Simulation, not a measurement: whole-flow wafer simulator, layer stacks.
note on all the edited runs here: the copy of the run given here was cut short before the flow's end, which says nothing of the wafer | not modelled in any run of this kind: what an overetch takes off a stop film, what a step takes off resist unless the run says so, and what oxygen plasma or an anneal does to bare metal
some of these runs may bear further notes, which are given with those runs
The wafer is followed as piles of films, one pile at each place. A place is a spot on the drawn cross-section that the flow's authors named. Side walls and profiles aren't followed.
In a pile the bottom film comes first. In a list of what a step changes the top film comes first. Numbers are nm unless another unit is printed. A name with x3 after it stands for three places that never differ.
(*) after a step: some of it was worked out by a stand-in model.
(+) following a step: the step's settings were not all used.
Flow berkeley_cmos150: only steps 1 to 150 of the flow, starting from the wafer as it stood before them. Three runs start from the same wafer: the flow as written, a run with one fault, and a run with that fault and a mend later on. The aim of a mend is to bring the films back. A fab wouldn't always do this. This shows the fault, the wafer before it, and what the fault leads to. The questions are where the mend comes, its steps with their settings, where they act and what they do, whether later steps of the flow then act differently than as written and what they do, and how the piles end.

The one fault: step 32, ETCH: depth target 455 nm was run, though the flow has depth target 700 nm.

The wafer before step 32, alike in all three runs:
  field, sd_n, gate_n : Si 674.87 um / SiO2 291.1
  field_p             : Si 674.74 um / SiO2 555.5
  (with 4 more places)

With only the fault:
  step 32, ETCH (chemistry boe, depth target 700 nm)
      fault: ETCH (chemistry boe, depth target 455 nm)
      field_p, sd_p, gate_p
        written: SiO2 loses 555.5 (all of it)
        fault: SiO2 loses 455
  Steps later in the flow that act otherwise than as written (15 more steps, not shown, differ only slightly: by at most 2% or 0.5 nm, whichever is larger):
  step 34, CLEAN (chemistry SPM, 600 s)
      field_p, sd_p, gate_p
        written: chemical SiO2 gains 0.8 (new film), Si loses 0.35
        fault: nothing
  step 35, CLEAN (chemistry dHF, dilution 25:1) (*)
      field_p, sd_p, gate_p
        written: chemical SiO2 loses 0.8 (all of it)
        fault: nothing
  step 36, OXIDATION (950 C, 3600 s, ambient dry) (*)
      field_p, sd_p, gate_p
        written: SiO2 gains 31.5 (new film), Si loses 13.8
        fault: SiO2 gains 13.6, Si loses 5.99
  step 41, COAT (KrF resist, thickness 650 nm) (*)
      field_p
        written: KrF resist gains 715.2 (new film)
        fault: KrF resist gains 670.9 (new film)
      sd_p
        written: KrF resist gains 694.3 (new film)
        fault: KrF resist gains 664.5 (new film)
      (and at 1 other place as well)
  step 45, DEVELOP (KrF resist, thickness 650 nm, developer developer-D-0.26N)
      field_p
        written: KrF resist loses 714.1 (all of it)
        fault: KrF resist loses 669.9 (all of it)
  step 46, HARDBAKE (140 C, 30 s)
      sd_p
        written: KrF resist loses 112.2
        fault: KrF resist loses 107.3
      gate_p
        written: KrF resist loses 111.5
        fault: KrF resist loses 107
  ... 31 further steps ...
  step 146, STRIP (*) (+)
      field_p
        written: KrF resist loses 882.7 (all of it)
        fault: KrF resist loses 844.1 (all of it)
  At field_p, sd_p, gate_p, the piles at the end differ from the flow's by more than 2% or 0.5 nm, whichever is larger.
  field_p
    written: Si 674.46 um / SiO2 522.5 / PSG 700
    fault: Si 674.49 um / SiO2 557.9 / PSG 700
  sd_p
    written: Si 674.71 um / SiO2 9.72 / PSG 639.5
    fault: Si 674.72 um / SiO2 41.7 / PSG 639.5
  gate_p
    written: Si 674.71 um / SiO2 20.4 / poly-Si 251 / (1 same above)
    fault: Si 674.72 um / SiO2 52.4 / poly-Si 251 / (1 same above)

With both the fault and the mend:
  The mend stands after step 33.
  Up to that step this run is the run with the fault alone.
  step 33a, ETCH (chemistry boe, depth target 245 nm) (the flow's step 32, run once more with other settings)
      field_p, sd_p, gate_p
        SiO2 loses 100.5 (all of it)
  Every later step of the flow that is run acts as written at every place that is followed.
  The piles end the same as the flow's at every place that both follow.
